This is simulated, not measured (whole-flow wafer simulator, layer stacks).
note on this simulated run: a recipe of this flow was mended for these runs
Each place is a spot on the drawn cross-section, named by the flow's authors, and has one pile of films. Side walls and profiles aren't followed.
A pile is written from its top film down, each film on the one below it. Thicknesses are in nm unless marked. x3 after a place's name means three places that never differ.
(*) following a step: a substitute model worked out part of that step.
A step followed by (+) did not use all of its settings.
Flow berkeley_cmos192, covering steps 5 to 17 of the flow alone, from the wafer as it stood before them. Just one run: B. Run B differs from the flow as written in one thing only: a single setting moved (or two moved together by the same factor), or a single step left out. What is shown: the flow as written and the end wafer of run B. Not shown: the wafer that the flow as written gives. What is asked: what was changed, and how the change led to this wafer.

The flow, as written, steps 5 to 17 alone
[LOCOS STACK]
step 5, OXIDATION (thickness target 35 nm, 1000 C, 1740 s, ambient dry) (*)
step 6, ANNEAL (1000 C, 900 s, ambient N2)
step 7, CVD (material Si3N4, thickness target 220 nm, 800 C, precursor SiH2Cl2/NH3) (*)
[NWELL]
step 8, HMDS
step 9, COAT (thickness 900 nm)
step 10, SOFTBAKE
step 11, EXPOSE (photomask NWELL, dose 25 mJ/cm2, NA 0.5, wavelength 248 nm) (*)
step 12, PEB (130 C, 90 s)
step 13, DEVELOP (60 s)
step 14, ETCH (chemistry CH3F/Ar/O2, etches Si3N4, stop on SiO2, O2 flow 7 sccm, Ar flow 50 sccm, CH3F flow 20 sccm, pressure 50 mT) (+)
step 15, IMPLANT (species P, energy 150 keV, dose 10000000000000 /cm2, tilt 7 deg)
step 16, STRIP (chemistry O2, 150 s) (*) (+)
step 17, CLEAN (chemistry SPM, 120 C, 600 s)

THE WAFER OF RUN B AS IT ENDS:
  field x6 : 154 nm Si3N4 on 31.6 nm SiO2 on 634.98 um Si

Cause: step 7, CVD: thickness target 154 nm was run, while the flow as written has thickness target 220 nm.
The wafer itself shows it: field x6 has Si3N4 154, and step 7 as written asks for 220 nm.

How this came from the change, step by step:
  step 7, CVD (material Si3N4, thickness target 220 nm, 800 C, precursor SiH2Cl2/NH3) (*)
      field x6, sd_p x3: +154 Si3N4 (new film) (as written it would have been: +220 Si3N4 (new film))
  step 14, ETCH (chemistry CH3F/Ar/O2, etches Si3N4, stop on SiO2, O2 flow 7 sccm, Ar flow 50 sccm, CH3F flow 20 sccm, pressure 50 mT) (+)
      field x6: -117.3 KrF-resist (as written it would have been: -161.3 KrF-resist)
      sd_p x3: -154 Si3N4 (all of it), -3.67 SiO2 (as written it would have been: -220 Si3N4 (all of it), -3.67 SiO2)
  step 16, STRIP (chemistry O2, 150 s) (*) (+)
      field x6: -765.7 KrF-resist (all of it) (as written it would have been: -721.7 KrF-resist (all of it))
